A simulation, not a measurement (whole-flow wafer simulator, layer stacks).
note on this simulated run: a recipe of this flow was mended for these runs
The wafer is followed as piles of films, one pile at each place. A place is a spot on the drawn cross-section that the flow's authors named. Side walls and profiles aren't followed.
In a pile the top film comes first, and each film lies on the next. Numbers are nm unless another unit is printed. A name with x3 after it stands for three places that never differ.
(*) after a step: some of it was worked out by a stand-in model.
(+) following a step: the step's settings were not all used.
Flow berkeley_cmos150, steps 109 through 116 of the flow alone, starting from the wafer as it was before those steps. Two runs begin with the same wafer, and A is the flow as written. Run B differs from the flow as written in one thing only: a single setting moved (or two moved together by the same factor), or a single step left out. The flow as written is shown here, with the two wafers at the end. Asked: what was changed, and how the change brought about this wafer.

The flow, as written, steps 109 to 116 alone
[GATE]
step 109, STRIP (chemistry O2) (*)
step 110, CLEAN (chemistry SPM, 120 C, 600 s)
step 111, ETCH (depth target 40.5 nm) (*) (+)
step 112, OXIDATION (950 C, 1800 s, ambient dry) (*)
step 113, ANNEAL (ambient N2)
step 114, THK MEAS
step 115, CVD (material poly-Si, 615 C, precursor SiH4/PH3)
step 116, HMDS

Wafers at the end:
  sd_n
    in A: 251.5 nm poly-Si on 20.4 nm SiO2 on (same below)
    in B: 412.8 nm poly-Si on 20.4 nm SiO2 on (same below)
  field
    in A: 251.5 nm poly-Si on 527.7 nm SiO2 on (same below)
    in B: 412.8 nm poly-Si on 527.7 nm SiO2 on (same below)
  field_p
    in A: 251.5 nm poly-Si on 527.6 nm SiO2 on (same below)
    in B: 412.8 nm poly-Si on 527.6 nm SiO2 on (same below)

What caused this: step 115, CVD: 638 C was run, while the flow as written has 615 C.

Step by step, how the change led to this:
  step 115, CVD (material poly-Si, 615 C, precursor SiH4/PH3)
      field, field_p, sd_n, gate_n, sd_p x2, contact, m1: A +251.5 poly-Si (new film) | B +412.8 poly-Si (new film)
